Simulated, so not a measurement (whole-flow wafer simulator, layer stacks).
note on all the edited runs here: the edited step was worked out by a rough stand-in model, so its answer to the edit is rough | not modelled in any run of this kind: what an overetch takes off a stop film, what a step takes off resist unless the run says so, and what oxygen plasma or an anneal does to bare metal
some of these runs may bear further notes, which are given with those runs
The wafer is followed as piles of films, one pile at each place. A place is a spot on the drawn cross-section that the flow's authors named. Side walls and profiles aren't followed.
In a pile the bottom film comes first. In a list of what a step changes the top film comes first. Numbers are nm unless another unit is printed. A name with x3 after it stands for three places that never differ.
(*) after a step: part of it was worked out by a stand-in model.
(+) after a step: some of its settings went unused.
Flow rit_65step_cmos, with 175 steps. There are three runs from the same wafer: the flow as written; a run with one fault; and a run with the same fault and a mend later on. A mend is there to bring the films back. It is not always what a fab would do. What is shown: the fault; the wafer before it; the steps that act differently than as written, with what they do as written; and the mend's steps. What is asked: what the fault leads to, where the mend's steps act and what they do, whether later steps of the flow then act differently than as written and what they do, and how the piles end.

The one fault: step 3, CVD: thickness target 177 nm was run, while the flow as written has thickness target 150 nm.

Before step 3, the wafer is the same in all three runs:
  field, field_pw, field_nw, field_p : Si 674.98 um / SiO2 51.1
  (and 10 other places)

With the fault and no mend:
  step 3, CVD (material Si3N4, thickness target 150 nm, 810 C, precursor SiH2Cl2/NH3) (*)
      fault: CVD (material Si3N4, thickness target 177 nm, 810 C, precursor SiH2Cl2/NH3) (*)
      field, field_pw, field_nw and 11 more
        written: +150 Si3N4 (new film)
        fault: +177 Si3N4 (new film)
  Steps further on in the flow that do not act as written (55 other steps are not shown; they differ only slightly, by no more than 2% or 0.5 nm, whichever is larger):
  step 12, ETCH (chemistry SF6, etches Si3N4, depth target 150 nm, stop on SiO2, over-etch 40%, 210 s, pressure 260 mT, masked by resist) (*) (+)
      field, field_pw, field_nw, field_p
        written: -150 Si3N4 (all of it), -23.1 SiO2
        fault: -177 Si3N4 (all of it), -12.7 SiO2
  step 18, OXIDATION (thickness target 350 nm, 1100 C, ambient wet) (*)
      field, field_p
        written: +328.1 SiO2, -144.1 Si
        fault: +320.6 SiO2, -140.8 Si
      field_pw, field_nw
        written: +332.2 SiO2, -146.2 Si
        fault: +324.6 SiO2, -142.8 Si
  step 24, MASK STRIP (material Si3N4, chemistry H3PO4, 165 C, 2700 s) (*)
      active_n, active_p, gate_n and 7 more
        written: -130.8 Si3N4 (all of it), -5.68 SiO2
        fault: -157.8 Si3N4 (all of it), -4.65 SiO2
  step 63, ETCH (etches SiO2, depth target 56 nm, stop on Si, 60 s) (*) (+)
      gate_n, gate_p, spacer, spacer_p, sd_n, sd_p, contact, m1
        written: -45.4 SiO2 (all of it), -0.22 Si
        fault: -46.5 SiO2 (all of it), -0.2 Si
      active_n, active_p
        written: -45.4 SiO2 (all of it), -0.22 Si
        fault: -46.4 SiO2 (all of it), -0.2 Si
  When the end is reached, the piles differ only a little from the flow's at the places that both follow, at most by 2% or 0.5 nm, whichever is larger.

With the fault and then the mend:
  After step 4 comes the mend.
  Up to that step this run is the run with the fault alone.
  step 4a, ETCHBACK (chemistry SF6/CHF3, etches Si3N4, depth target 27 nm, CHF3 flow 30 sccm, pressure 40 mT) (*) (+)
      field, field_pw, field_nw and 11 more
        -27 Si3N4
  None of the later steps of the flow acts differently than as written at any place that is followed.
  By the end, the piles equal the flow's at every place that both follow.
